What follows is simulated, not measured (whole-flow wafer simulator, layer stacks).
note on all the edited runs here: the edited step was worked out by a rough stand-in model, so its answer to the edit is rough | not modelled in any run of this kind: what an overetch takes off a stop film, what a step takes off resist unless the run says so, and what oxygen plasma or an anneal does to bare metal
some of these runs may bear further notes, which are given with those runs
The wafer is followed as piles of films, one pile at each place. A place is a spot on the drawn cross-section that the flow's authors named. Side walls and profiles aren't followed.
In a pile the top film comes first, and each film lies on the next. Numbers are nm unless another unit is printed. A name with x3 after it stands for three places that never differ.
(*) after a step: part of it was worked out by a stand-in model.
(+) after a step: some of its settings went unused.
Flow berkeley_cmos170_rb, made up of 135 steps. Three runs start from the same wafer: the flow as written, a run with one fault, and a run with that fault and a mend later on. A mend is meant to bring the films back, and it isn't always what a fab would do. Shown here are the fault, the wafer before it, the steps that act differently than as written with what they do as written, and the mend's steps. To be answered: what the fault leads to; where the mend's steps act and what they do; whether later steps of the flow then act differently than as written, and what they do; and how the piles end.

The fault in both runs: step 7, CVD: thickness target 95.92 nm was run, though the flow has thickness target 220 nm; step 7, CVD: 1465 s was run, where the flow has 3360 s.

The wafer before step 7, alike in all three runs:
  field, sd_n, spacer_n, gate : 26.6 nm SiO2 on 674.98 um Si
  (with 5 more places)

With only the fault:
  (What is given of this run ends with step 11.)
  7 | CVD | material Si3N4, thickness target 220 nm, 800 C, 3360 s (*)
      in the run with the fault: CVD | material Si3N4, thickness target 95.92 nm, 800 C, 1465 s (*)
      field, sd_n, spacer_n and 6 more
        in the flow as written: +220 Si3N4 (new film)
        in the run with the fault: +95.9 Si3N4 (new film)
  None of the later steps of the flow up to step 11 acts differently than as written at any place that is followed.
  The piles after step 11 differ from the flow's at field, sd_n, spacer_n and 6 more by more than 2% or 0.5 nm, whichever is larger.
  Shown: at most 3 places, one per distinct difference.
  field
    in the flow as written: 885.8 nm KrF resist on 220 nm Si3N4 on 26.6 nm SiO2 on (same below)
    in the run with the fault: 885.8 nm KrF resist on 95.9 nm Si3N4 on 26.6 nm SiO2 on (same below)
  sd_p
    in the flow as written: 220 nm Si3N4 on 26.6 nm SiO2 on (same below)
    in the run with the fault: 95.9 nm Si3N4 on 26.6 nm SiO2 on (same below)

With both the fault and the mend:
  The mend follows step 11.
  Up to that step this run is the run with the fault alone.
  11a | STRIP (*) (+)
      field, sd_n, spacer_n, gate, contact, m1
        -885.8 KrF resist (all of it)
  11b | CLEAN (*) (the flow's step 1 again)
      leaves every film unchanged at each place that is followed
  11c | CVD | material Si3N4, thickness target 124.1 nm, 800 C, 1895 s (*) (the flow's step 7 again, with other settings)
      field, sd_n, spacer_n and 6 more
        +124.1 Si3N4
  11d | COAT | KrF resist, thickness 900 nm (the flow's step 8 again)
      field, sd_n, spacer_n and 6 more
        +900 KrF resist (new film)
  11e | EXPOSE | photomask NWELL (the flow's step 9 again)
      leaves every film unchanged at each place that is followed
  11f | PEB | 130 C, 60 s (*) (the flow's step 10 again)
      leaves every film unchanged at each place that is followed
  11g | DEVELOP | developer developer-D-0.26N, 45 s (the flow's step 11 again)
      field, sd_n, spacer_n, gate, contact, m1
        -14.2 KrF resist
      sd_p, spacer_p, gate_p
        -900 KrF resist (all of it)
  None of the later steps of the flow acts differently than as written at any place that is followed.
  The piles end the same as the flow's at every place that both follow.
